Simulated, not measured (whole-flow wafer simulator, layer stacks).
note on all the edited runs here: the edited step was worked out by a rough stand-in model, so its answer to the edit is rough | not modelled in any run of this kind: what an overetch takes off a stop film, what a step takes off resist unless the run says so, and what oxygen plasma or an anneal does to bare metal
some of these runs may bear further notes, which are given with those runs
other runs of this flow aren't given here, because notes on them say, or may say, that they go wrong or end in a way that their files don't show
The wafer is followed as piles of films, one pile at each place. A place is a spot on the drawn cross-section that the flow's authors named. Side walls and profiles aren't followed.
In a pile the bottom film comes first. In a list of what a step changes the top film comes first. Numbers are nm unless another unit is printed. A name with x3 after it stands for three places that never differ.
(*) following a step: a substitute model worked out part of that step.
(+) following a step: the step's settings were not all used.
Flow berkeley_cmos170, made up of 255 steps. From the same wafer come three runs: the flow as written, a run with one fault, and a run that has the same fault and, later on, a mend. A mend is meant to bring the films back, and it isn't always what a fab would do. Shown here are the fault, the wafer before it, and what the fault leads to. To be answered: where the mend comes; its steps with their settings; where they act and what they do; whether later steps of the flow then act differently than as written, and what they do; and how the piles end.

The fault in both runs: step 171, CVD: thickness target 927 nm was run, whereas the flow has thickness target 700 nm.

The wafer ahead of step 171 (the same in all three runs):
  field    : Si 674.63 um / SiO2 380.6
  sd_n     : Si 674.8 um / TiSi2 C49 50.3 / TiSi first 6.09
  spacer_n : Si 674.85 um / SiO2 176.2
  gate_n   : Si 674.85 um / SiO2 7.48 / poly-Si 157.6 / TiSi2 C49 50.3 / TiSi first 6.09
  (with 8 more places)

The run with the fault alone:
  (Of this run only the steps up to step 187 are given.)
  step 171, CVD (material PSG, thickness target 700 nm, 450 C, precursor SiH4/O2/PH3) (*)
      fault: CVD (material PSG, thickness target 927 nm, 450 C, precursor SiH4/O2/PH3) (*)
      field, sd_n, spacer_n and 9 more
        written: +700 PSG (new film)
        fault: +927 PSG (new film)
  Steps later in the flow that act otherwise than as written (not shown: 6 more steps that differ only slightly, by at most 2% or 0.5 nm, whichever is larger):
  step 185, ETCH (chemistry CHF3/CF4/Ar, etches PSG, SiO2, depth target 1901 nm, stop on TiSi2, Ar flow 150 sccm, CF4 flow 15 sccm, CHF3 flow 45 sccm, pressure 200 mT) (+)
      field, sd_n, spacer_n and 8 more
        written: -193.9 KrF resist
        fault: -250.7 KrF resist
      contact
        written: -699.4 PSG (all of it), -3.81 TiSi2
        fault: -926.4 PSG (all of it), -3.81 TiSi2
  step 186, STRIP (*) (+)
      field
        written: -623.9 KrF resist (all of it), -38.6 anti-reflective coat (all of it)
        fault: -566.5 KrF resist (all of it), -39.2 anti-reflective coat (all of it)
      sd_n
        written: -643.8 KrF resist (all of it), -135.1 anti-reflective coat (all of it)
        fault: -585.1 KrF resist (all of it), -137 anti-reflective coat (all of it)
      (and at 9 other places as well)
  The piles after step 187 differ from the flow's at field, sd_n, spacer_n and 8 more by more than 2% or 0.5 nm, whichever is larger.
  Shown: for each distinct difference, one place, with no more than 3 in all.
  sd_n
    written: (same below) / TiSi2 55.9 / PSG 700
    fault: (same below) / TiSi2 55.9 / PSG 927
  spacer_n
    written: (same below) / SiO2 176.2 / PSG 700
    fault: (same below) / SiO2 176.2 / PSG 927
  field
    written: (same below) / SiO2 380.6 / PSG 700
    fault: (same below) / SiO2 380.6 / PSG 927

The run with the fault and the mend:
  The mend stands after step 171.
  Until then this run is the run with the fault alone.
  step 171a, ETCH (chemistry boe, depth target 227 nm)
      field, sd_n, spacer_n and 9 more
        -227 PSG
  None of the later steps of the flow differs from how it acts as written, at any place that is followed, by more than 2% or 0.5 nm, whichever is larger.
  At the end the piles are close to the flow's at the places that both follow, differing by at most 2% or 0.5 nm, whichever is larger.
